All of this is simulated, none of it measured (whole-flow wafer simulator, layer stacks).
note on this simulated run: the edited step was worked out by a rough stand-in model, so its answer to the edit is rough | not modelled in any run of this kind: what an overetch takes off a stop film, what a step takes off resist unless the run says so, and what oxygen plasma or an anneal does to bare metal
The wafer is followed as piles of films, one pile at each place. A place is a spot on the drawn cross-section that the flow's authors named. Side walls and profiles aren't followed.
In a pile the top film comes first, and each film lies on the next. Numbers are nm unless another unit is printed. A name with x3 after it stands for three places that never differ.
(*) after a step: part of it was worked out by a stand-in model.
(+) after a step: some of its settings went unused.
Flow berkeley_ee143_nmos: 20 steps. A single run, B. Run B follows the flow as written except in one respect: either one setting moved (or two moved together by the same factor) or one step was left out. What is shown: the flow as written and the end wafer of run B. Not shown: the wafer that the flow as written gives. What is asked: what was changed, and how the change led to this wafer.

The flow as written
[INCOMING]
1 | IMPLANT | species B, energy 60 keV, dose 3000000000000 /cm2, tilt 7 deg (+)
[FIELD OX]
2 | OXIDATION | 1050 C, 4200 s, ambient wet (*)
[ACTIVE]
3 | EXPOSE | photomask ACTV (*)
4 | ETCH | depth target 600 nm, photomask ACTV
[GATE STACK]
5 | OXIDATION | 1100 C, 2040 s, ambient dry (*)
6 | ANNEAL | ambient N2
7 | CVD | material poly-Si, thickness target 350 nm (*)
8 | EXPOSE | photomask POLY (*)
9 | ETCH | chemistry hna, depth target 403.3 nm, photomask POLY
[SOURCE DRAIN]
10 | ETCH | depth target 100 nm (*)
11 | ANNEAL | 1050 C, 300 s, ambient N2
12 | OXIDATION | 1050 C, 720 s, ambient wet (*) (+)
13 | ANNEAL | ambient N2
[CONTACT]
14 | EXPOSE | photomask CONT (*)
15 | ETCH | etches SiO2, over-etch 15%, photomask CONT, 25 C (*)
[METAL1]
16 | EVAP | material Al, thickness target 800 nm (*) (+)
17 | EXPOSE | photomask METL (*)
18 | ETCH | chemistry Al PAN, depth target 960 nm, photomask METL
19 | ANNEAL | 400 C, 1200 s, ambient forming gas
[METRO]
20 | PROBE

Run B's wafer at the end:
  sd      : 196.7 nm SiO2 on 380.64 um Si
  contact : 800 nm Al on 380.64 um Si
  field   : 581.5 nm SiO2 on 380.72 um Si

The reason: step 10, ETCH: depth target 62 nm was run, while the flow as written has depth target 100 nm.

How this came from the change, step by step:
  10 | ETCH | depth target 100 nm (*)
      sd, contact: -62 SiO2 (it would be, as written: -79.7 SiO2 (all of it))
      field: -62 SiO2 (it would be, as written: -100 SiO2)
  12 | OXIDATION | 1050 C, 720 s, ambient wet (*) (+)
      sd, contact: +179 SiO2, -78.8 Si (it would be, as written: +189.4 SiO2 (new film), -83.4 Si)
      field: +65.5 SiO2, -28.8 Si (it would be, as written: +69.1 SiO2, -30.4 Si)
  15 | ETCH | etches SiO2, over-etch 15%, photomask CONT, 25 C (*)
      contact: -196.7 SiO2 (all of it) (it would be, as written: -189.4 SiO2 (all of it))
